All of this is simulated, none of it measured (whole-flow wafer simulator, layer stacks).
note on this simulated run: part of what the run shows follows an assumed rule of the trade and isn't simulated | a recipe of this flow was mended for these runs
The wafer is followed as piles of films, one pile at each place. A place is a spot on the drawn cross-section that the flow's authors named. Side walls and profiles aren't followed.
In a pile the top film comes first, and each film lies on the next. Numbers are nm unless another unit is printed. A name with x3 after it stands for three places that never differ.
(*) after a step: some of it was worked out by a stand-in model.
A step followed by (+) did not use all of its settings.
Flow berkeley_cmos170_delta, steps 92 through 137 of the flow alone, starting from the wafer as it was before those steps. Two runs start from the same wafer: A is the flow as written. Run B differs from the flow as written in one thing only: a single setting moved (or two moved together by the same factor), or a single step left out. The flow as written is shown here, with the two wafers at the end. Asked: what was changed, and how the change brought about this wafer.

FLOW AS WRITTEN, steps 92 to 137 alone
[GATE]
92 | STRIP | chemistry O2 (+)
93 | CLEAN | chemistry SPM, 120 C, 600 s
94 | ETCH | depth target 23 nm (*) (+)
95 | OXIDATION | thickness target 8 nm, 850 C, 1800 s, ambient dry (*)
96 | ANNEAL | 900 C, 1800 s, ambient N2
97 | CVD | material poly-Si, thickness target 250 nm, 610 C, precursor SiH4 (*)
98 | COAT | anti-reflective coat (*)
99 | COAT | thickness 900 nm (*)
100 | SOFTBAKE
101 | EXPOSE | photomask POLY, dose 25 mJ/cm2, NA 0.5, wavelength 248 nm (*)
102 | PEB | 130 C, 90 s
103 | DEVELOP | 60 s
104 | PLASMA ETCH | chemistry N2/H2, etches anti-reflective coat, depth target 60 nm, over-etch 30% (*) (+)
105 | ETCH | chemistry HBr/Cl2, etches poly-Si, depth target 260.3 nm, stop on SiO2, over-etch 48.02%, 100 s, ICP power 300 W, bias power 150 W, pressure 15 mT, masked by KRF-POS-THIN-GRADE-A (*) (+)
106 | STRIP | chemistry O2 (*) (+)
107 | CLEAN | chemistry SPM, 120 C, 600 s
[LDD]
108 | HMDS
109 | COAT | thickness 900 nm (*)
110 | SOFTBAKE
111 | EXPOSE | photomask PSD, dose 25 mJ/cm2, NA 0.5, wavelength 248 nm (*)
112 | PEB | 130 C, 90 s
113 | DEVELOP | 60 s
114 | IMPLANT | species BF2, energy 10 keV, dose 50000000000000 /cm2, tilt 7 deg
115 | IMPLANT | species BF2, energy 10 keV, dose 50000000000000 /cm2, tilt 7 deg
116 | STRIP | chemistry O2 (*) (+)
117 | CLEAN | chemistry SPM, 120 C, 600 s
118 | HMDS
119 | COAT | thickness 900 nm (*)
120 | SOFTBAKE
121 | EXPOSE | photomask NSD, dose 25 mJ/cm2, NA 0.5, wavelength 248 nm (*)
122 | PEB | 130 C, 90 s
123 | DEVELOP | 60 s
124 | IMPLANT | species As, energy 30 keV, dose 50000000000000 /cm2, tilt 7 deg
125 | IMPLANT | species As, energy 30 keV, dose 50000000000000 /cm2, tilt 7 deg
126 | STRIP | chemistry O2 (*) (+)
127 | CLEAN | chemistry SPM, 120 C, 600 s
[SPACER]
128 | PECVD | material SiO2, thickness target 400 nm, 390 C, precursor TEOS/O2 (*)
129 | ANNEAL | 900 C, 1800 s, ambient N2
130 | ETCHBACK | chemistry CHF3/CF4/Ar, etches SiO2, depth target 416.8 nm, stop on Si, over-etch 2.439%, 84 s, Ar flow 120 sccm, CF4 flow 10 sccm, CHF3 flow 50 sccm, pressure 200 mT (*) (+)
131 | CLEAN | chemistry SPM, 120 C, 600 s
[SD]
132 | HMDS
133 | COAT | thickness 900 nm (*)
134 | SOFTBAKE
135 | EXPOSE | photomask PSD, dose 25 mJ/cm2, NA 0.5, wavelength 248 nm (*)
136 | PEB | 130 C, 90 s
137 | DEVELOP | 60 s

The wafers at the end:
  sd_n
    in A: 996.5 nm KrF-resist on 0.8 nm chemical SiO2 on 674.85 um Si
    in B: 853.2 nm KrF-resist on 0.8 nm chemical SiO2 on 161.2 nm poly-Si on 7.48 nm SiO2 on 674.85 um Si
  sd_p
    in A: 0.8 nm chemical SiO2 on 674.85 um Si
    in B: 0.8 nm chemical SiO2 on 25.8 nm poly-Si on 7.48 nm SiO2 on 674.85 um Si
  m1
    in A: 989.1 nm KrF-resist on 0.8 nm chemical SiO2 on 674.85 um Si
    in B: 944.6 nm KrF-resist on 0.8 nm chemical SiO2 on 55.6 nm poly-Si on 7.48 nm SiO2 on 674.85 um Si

The reason: step 104, PLASMA ETCH: chemistry N2/H2, etches anti-reflective coat, depth target 60 nm, over-etch 30% (*) (+), was not run.

The path from the change to this, step by step:
  105 | ETCH | chemistry HBr/Cl2, etches poly-Si, depth target 260.3 nm, stop on SiO2, over-etch 48.02%, 100 s, ICP power 300 W, bias power 150 W, pressure 15 mT, masked by KRF-POS-THIN-GRADE-A (*) (+)
      field: A -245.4 poly-Si (all of it), -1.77 SiO2 | B -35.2 anti-reflective coat (all of it), -250 poly-Si (all of it), -0.36 SiO2
      sd_n: A -248.7 poly-Si (all of it), -1.52 SiO2 | B -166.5 anti-reflective coat (all of it), -85.6 poly-Si
      (as well as at 5 more places)
  106 | STRIP | chemistry O2 (*) (+)
      sd_n, sd_p, m1: A nothing | B +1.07 chemical SiO2 (new film), -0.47 poly-Si
      gate: A +0.77 chemical SiO2 (new film), -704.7 KrF-resist (all of it), -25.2 anti-reflective coat (all of it), -0.34 poly-Si | B +0.82 chemical SiO2 (new film), -892.6 KrF-resist (all of it), -25.2 anti-reflective coat (all of it), -0.36 poly-Si
      (as well as at 1 more place)
  109 | COAT | thickness 900 nm (*)
      field: A +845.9 KrF-resist (new film) | B +880.1 KrF-resist (new film)
      sd_n: A +1014.6 KrF-resist (new film) | B +876.4 KrF-resist (new film)
      (as well as at 5 more places)
  113 | DEVELOP | 60 s
      gate_p: A -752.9 KrF-resist (all of it) | B -770.9 KrF-resist (all of it)
  116 | STRIP | chemistry O2 (*) (+)
      sd_n: A -997.3 KrF-resist (all of it) | B -859.5 KrF-resist (all of it), +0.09 chemical SiO2, -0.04 poly-Si
      m1: A -996.5 KrF-resist (all of it) | B -955.9 KrF-resist (all of it), +0.09 chemical SiO2
      (as well as at 4 more places)
  119 | COAT | thickness 900 nm (*)
      field: A +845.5 KrF-resist (new film) | B +880 KrF-resist (new film)
      sd_n: A +1014.5 KrF-resist (new film) | B +876.3 KrF-resist (new film)
      (as well as at 5 more places)
  123 | DEVELOP | 60 s
      sd_n: A -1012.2 KrF-resist (all of it) | B -874.4 KrF-resist (all of it)
      spacer_n: A -1005.8 KrF-resist (all of it) | B -1068.5 KrF-resist (all of it)
      (as well as at 3 more places)
  126 | STRIP | chemistry O2 (*) (+)
      gate_p: A -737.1 KrF-resist (all of it), +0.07 chemical SiO2 | B -755.3 KrF-resist (all of it), +0.07 chemical SiO2, -0.03 poly-Si
      field: A -828.7 KrF-resist (all of it) | B -863.1 KrF-resist (all of it)
  128 | PECVD | material SiO2, thickness target 400 nm, 390 C, precursor TEOS/O2 (*)
      sd_n, m1: A +400 SiO2 | B +400 SiO2 (new film)
      sd_p: A +383.7 SiO2 | B +386.1 SiO2 (new film)
      (as well as at 1 more place)
  130 | ETCHBACK | chemistry CHF3/CF4/Ar, etches SiO2, depth target 416.8 nm, stop on Si, over-etch 2.439%, 84 s, Ar flow 120 sccm, CF4 flow 10 sccm, CHF3 flow 50 sccm, pressure 200 mT (*) (+)
      sd_n: A -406 SiO2 (all of it), -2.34 Si | B -400 SiO2 (all of it), -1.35 chemical SiO2 (all of it), -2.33 poly-Si
      sd_p: A -389.5 SiO2 (all of it), -2.34 Si | B -386.1 SiO2 (all of it), -1.35 chemical SiO2 (all of it), -3.6 poly-Si
      (as well as at 3 more places)
  133 | COAT | thickness 900 nm (*)
      field: A +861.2 KrF-resist (new film) | B +892.1 KrF-resist (new film)
      sd_n: A +1013.7 KrF-resist (new film) | B +870.1 KrF-resist (new film)
      (as well as at 6 more places)
  137 | DEVELOP | 60 s
      spacer_p: A -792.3 KrF-resist (all of it) | B -810.8 KrF-resist (all of it)
      gate_p: A -771.7 KrF-resist (all of it) | B -789.9 KrF-resist (all of it)
